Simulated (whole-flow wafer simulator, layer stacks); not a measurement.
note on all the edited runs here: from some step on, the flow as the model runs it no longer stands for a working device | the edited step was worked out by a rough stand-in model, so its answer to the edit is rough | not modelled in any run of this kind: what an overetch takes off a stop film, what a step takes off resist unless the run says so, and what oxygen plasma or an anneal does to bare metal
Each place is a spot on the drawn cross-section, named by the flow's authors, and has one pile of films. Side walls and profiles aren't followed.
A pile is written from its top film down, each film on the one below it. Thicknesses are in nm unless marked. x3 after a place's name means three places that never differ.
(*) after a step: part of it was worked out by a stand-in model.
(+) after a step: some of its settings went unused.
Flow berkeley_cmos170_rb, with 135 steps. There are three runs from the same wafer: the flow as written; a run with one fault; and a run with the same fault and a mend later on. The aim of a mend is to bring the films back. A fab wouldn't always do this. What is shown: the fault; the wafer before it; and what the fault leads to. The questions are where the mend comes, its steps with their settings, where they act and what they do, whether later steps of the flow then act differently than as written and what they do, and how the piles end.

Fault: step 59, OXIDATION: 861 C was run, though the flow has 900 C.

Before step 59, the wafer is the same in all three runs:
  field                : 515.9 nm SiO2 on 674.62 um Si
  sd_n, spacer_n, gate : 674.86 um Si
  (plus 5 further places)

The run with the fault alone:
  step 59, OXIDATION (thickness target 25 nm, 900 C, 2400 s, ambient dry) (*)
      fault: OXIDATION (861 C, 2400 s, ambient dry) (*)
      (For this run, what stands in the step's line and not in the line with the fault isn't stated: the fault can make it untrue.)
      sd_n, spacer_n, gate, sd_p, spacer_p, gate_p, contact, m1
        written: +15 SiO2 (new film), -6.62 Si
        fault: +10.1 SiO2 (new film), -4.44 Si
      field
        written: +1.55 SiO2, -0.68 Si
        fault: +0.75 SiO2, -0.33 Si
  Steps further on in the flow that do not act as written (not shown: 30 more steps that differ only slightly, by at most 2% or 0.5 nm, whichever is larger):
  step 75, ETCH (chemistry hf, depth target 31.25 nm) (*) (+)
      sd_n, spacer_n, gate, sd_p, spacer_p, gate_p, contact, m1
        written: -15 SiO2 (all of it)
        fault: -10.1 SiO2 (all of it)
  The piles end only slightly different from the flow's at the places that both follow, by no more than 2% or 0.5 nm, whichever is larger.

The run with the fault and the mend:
  The mend follows step 60.
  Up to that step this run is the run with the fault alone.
  step 60a, OXIDATION (900 C, 1113 s, ambient dry) (*) (the flow's step 59 again, with other settings)
      sd_n, spacer_n, gate, sd_p, spacer_p, gate_p, contact, m1
        +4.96 SiO2, -2.18 Si
      field
        +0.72 SiO2, -0.32 Si
  Later steps of the flow that are run all act as written at every place that is followed, up to a difference of at most 2% or 0.5 nm, whichever is larger.
  The piles end only slightly different from the flow's at the places that both follow, by no more than 2% or 0.5 nm, whichever is larger.
